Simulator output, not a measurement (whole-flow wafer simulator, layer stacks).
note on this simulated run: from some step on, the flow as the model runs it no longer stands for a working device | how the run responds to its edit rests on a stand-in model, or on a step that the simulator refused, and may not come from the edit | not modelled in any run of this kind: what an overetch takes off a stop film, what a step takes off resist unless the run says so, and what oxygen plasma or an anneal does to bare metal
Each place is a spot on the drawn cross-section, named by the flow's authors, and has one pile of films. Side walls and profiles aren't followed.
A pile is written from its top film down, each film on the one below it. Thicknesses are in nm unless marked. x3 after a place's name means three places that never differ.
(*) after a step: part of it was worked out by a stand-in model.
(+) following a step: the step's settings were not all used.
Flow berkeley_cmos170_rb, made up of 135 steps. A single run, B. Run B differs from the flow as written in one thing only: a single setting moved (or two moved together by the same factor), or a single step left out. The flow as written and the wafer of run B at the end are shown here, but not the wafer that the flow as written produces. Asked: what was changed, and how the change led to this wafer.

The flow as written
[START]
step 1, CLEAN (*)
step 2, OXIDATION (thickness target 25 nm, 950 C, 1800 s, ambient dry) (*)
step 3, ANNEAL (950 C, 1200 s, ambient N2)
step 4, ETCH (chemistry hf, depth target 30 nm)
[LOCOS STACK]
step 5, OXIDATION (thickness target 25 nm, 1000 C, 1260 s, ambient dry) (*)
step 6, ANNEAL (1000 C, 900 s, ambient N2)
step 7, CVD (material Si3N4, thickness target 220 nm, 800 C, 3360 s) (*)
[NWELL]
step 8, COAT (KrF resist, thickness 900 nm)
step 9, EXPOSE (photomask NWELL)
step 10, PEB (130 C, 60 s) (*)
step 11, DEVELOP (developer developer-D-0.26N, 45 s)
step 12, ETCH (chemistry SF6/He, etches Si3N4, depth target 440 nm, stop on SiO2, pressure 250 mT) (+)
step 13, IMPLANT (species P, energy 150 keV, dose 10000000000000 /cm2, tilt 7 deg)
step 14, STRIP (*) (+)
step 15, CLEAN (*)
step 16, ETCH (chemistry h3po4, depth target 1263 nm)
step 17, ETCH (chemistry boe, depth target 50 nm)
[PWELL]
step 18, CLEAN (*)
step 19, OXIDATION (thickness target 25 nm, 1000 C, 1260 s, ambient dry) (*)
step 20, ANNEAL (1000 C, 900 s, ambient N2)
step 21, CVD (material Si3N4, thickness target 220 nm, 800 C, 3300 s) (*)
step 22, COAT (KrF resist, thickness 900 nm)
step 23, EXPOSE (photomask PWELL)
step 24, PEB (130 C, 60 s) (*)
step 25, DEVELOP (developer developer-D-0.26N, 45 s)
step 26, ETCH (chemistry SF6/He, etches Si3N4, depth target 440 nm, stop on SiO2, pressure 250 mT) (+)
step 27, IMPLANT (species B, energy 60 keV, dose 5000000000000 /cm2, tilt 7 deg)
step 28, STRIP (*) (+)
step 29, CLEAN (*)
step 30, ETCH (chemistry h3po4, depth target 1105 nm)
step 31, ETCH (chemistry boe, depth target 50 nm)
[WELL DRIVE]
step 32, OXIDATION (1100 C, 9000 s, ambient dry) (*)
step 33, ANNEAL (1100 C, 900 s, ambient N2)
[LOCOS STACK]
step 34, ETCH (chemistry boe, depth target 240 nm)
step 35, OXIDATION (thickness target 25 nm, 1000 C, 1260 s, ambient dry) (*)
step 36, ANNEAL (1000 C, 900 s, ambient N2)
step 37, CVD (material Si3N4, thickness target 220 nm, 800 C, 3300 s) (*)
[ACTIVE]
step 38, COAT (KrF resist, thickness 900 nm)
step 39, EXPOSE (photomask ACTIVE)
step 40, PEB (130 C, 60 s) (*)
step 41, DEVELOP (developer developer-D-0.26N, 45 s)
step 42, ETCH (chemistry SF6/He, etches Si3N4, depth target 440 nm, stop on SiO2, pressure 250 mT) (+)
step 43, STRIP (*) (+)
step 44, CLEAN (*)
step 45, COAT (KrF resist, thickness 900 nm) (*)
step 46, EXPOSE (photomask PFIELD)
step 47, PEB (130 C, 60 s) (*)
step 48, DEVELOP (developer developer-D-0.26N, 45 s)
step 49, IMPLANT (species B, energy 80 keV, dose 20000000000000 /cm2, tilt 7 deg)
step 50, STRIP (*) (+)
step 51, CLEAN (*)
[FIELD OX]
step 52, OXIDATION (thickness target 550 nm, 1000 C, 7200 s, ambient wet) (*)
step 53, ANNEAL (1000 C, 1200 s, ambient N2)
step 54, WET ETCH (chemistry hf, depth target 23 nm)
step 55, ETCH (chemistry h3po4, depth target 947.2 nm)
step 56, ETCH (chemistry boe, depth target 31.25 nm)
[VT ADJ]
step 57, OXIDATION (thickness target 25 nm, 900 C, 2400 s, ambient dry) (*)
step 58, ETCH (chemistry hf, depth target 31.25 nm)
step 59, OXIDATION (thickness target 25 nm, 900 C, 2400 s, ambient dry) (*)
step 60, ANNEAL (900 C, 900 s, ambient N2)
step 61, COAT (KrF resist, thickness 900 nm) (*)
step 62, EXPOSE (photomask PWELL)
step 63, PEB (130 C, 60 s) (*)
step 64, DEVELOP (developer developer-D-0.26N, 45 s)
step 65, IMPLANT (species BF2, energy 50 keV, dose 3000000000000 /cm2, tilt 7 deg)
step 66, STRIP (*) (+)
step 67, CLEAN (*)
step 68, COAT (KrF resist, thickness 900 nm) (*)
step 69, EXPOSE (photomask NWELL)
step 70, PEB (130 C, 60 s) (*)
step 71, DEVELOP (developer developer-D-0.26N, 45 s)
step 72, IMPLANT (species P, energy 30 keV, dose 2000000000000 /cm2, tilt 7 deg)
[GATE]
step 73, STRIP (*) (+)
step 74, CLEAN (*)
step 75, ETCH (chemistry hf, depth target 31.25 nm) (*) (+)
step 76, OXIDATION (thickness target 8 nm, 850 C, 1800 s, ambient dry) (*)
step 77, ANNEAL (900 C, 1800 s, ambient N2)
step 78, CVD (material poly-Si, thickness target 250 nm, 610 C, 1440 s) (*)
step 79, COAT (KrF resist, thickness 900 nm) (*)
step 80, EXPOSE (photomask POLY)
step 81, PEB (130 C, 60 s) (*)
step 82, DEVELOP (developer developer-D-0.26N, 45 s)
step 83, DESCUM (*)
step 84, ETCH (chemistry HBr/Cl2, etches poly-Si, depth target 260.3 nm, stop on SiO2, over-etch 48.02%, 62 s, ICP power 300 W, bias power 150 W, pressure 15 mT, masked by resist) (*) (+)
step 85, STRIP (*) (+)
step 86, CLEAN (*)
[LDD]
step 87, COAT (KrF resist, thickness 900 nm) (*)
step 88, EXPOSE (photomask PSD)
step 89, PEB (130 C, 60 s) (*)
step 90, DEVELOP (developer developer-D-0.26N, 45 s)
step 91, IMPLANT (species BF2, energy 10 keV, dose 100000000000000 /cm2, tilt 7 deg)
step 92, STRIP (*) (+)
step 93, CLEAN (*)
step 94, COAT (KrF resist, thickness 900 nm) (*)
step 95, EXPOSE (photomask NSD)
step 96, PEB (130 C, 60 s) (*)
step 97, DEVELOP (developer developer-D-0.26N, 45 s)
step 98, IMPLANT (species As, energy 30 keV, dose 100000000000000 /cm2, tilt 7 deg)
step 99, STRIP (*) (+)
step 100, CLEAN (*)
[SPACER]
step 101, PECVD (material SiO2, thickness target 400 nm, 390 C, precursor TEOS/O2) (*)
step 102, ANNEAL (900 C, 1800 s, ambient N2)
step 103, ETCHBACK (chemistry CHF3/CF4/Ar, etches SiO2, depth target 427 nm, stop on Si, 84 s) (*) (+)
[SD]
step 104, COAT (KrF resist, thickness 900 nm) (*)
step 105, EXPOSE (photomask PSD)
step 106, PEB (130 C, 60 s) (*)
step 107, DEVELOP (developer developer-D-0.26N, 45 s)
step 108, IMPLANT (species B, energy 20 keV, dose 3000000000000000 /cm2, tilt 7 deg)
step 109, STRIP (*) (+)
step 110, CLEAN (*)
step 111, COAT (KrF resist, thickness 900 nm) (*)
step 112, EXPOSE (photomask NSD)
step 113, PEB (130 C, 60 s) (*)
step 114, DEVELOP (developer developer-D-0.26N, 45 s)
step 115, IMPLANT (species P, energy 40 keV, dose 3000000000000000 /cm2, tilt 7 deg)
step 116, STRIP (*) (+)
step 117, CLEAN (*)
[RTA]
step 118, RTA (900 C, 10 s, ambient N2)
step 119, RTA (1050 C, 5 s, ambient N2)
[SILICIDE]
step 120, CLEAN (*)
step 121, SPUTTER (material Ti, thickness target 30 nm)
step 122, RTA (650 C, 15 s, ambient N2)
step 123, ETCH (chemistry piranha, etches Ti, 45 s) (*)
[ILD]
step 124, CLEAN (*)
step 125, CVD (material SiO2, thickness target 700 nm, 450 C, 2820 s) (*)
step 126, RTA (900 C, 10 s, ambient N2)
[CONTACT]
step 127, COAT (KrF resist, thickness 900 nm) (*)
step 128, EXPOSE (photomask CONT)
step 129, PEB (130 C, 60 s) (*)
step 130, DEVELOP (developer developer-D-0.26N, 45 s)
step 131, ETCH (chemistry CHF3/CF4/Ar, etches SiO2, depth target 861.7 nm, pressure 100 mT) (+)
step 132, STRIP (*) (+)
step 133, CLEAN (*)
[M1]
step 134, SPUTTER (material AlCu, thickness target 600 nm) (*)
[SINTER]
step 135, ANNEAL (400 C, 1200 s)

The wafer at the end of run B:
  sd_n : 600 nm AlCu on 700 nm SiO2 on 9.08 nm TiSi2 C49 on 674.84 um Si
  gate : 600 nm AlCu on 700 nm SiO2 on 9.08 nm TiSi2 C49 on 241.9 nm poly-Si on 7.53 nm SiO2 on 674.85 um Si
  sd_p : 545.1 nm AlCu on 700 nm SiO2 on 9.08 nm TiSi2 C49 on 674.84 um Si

What caused this: step 122, RTA: 520 C was run, whereas the flow has 650 C.

The path from the change to this, step by step:
  step 122, RTA (650 C, 15 s, ambient N2)
      sd_n, contact, m1: Ti loses 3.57, TiSi first gains 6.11 (new film), Si loses 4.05 (it would be, as written: Ti loses 23.4, TiSi first gains 6.2 (new film), TiSi2 C49 gains 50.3 (new film), Si loses 49)
      gate, gate_p: Ti loses 3.57, TiSi first gains 6.11 (new film), poly-Si loses 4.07 (it would be, as written: Ti loses 23.4, TiSi first gains 6.2 (new film), TiSi2 C49 gains 50.3 (new film), poly-Si loses 49.2)
      (and at 1 other place as well)
  step 123, ETCH (chemistry piranha, etches Ti, 45 s) (*)
      sd_n, gate, gate_p, contact, m1: Ti loses 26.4 (all of it) (it would be, as written: Ti loses 6.6 (all of it))
      sd_p: Ti loses 23.5 (all of it) (it would be, as written: Ti loses 5.96 (all of it))
  step 126, RTA (900 C, 10 s, ambient N2)
      sd_n, contact, m1: under 1 film: TiSi2 C49 gains 9.08 (new film), TiSi first loses 6.11 (all of it), Si loses 4.06 (it would be, as written: under 1 film: TiSi2 gains 56 (new film), TiSi first loses 6.2 (all of it), TiSi2 C49 loses 50.3 (all of it), Si loses 4.12)
      gate, gate_p: under 1 film: TiSi2 C49 gains 9.08 (new film), TiSi first loses 6.11 (all of it), poly-Si loses 4.07 (it would be, as written: under 1 film: TiSi2 gains 56 (new film), TiSi first loses 6.2 (all of it), TiSi2 C49 loses 50.3 (all of it), poly-Si loses 4.13)
      (and at 1 other place as well)
  step 131, ETCH (chemistry CHF3/CF4/Ar, etches SiO2, depth target 861.7 nm, pressure 100 mT) (+)
      contact: SiO2 loses 700 (all of it) (it would be, as written: SiO2 loses 700 (all of it), TiSi2 loses 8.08)
